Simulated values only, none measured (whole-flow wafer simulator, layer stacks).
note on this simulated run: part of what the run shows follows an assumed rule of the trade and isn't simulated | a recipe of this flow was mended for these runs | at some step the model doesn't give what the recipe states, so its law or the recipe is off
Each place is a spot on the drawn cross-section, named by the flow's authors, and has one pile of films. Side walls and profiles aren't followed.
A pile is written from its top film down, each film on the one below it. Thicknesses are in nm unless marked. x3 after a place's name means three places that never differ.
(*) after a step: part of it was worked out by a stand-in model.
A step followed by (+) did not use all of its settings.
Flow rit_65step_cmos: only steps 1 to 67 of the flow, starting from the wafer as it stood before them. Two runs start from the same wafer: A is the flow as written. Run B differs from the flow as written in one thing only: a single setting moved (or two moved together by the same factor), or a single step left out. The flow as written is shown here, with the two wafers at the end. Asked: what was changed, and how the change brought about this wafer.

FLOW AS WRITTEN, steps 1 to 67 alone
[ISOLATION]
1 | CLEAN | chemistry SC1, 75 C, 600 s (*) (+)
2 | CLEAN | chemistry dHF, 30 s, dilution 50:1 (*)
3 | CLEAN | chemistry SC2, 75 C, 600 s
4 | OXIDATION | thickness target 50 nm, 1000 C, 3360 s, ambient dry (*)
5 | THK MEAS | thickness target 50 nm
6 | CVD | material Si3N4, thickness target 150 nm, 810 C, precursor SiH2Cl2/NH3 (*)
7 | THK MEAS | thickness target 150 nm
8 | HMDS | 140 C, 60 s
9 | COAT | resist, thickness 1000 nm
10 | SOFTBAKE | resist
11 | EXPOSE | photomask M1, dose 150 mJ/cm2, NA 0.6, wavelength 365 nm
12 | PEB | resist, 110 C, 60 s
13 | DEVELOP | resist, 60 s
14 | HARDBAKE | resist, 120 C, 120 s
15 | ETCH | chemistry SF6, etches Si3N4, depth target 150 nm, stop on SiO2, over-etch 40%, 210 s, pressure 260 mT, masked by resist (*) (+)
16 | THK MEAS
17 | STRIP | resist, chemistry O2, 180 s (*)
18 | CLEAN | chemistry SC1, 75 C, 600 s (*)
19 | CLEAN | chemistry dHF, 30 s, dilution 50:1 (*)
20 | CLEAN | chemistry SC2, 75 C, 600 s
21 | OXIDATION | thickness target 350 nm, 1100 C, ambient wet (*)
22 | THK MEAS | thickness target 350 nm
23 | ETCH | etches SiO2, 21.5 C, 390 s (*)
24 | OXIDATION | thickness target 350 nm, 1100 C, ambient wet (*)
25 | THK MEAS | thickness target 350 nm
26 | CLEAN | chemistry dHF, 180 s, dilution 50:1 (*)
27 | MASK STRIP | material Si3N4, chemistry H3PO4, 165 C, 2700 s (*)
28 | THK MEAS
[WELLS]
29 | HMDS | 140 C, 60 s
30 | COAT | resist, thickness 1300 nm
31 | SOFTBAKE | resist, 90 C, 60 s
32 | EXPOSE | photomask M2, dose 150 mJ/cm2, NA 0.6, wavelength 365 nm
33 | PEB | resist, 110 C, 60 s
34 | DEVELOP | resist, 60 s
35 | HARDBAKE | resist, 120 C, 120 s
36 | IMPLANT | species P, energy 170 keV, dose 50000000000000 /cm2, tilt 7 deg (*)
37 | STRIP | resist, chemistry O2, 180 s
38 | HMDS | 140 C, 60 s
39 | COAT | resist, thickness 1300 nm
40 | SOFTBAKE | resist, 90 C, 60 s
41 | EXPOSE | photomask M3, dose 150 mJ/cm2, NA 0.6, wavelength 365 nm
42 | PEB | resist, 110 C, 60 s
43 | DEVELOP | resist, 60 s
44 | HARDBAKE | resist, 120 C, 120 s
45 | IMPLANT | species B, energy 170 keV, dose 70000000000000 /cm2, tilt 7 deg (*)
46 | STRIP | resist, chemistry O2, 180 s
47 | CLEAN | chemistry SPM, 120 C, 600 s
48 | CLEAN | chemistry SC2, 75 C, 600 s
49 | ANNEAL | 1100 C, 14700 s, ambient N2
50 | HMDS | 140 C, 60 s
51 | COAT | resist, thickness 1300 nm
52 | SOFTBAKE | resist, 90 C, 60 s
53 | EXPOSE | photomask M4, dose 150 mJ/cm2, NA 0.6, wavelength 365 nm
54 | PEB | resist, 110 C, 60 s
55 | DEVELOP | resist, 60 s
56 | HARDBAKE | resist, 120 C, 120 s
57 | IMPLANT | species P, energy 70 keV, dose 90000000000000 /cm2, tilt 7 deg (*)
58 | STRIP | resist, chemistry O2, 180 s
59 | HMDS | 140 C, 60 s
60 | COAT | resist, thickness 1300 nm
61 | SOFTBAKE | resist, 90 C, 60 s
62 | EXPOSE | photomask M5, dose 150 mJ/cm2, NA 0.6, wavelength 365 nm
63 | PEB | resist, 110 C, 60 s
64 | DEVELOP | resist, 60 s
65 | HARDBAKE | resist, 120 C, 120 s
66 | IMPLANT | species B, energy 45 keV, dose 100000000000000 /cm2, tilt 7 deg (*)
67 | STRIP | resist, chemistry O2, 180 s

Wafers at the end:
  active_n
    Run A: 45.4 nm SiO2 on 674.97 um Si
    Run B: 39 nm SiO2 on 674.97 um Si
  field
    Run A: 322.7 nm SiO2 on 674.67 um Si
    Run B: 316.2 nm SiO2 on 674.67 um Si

The reason: step 27, MASK STRIP: 4320 s was run, whereas the flow has 2700 s.

The path from the change to this, step by step:
  27 | MASK STRIP | material Si3N4, chemistry H3PO4, 165 C, 2700 s (*)
      active_n, active_p, gate_n and 7 more: A -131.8 Si3N4 (all of it), -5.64 SiO2 | B -131.8 Si3N4 (all of it), -12 SiO2
      field, field_pw, field_nw, field_p: A -10.7 SiO2 | B -17.1 SiO2
